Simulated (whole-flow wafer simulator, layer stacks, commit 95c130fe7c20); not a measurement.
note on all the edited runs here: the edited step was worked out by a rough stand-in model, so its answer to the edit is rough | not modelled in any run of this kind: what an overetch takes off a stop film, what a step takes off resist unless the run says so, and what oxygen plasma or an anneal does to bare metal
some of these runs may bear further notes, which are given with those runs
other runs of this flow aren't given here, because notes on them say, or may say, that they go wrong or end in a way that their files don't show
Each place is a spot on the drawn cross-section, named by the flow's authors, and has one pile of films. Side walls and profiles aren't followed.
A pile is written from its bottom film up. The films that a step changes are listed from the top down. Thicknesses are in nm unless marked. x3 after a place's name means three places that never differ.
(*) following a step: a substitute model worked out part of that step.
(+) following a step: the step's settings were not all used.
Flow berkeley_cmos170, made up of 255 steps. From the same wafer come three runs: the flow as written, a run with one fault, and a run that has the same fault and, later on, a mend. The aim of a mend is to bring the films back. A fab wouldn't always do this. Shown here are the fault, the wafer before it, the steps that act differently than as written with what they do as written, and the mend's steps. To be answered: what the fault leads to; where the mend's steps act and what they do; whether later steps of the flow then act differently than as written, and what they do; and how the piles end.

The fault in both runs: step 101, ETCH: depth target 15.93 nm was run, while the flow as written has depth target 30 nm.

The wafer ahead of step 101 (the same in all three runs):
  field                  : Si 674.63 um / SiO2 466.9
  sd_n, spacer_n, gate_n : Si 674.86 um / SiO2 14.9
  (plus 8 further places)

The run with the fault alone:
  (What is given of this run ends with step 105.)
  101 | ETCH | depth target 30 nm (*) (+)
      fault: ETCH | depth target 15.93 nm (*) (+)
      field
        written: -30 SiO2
        fault: -15.9 SiO2
  None of the later steps of the flow up to step 105 differs from how it acts as written, at any place that is followed, by more than 2% or 0.5 nm, whichever is larger.
  Once step 105 is done, the piles at field depart from the flow's by more than 2% or 0.5 nm, whichever is larger.
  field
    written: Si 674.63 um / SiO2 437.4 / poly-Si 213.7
    fault: Si 674.63 um / SiO2 451.5 / poly-Si 213.7

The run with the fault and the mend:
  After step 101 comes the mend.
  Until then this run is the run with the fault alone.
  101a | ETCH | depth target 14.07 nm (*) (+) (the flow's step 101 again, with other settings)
      field
        -14.1 SiO2
  None of the later steps of the flow acts differently than as written at any place that is followed.
  At every place that both follow, the piles at the end match the flow's.
